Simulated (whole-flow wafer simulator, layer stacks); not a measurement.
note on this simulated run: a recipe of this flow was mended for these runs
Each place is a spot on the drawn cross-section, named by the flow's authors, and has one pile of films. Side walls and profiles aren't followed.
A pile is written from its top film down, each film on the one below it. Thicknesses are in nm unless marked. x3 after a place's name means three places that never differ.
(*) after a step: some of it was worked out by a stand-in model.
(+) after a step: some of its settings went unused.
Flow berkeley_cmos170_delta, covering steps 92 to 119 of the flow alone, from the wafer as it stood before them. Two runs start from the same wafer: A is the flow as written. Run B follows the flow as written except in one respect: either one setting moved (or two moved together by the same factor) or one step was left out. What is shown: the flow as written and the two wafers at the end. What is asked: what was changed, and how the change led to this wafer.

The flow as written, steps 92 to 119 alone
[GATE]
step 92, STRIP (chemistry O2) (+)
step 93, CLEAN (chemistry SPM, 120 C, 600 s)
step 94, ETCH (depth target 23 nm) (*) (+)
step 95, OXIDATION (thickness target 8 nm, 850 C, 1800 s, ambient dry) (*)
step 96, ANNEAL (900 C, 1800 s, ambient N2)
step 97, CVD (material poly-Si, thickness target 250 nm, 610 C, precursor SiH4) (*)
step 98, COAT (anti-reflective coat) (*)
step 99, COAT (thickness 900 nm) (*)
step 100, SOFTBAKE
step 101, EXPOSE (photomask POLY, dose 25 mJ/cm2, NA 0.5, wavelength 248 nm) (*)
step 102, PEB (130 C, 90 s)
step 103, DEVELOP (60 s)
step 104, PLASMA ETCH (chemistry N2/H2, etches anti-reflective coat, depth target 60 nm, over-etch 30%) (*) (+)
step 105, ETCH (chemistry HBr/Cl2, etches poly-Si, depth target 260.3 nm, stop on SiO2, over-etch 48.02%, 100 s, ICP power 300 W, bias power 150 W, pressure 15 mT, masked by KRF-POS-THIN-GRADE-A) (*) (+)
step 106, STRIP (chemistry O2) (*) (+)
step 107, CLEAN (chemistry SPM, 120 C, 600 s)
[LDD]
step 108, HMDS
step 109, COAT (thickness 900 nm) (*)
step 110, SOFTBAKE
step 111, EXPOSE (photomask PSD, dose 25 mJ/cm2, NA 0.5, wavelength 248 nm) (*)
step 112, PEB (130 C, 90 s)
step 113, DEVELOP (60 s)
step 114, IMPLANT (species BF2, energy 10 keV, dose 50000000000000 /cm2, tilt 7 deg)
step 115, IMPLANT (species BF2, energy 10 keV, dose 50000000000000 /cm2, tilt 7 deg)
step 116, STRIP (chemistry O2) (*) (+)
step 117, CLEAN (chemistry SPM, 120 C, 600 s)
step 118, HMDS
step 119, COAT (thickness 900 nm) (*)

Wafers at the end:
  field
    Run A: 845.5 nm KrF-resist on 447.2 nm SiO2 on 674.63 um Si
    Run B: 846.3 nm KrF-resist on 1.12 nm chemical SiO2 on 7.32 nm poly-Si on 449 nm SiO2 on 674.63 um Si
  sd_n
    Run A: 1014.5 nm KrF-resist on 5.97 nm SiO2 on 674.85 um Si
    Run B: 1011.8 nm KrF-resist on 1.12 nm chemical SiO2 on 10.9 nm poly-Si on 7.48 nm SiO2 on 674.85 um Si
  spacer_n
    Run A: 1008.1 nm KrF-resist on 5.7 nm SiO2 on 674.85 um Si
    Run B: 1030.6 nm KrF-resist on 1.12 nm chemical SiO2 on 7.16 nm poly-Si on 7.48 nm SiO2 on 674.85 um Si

What caused this: step 97, CVD: thickness target 398 nm was run, whereas the flow has thickness target 250 nm.

The path from the change to this, step by step:
  step 97, CVD (material poly-Si, thickness target 250 nm, 610 C, precursor SiH4) (*)
      field, sd_n, spacer_n and 6 more: A poly-Si gains 250 (new film) | B poly-Si gains 398 (new film)
  step 98, COAT (anti-reflective coat) (*)
      field: A anti-reflective coat gains 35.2 (new film) | B anti-reflective coat gains 36.8 (new film)
      sd_n: A anti-reflective coat gains 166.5 (new film) | B anti-reflective coat gains 174.8 (new film)
      (and at 2 other places as well)
  step 104, PLASMA ETCH (chemistry N2/H2, etches anti-reflective coat, depth target 60 nm, over-etch 30%) (*) (+)
      field: A anti-reflective coat loses 35.2 (all of it), poly-Si loses 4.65 | B anti-reflective coat loses 36.8 (all of it), poly-Si loses 4.88
      sd_n: A anti-reflective coat loses 166.5 (all of it), poly-Si loses 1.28 | B anti-reflective coat loses 174.8 (all of it), poly-Si loses 1.34
      (and at 2 other places as well)
  step 105, ETCH (chemistry HBr/Cl2, etches poly-Si, depth target 260.3 nm, stop on SiO2, over-etch 48.02%, 100 s, ICP power 300 W, bias power 150 W, pressure 15 mT, masked by KRF-POS-THIN-GRADE-A) (*) (+)
      field: A poly-Si loses 245.4 (all of it), SiO2 loses 1.77 | B poly-Si loses 385.3
      sd_n: A poly-Si loses 248.7 (all of it), SiO2 loses 1.52 | B poly-Si loses 385.3
      (and at 5 other places as well)
  step 106, STRIP (chemistry O2) (*) (+)
      field, sd_n, spacer_n, sd_p, spacer_p, contact, m1: A nothing | B chemical SiO2 gains 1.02 (new film), poly-Si loses 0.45
  step 109, COAT (thickness 900 nm) (*)
      spacer_n: A KrF-resist gains 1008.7 (new film) | B KrF-resist gains 1030.8 (new film)
      gate: A KrF-resist gains 758.7 (new film) | B KrF-resist gains 644.7 (new film)
      (and at 2 other places as well)
  step 113, DEVELOP (60 s)
      spacer_p: A KrF-resist loses 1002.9 (all of it) | B KrF-resist loses 1024.3 (all of it)
      gate_p: A KrF-resist loses 752.9 (all of it) | B KrF-resist loses 638.6 (all of it)
  step 116, STRIP (chemistry O2) (*) (+)
      spacer_n: A KrF-resist loses 991.4 (all of it) | B KrF-resist loses 1013.5 (all of it), chemical SiO2 gains 0.1, poly-Si loses 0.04
      gate: A KrF-resist loses 742.2 (all of it), chemical SiO2 gains 0.17 | B KrF-resist loses 628.4 (all of it), chemical SiO2 gains 0.17
  step 119, COAT (thickness 900 nm) (*)
      spacer_n: A KrF-resist gains 1008.1 (new film) | B KrF-resist gains 1030.6 (new film)
      gate: A KrF-resist gains 758 (new film) | B KrF-resist gains 644.5 (new film)
      (and at 2 other places as well)
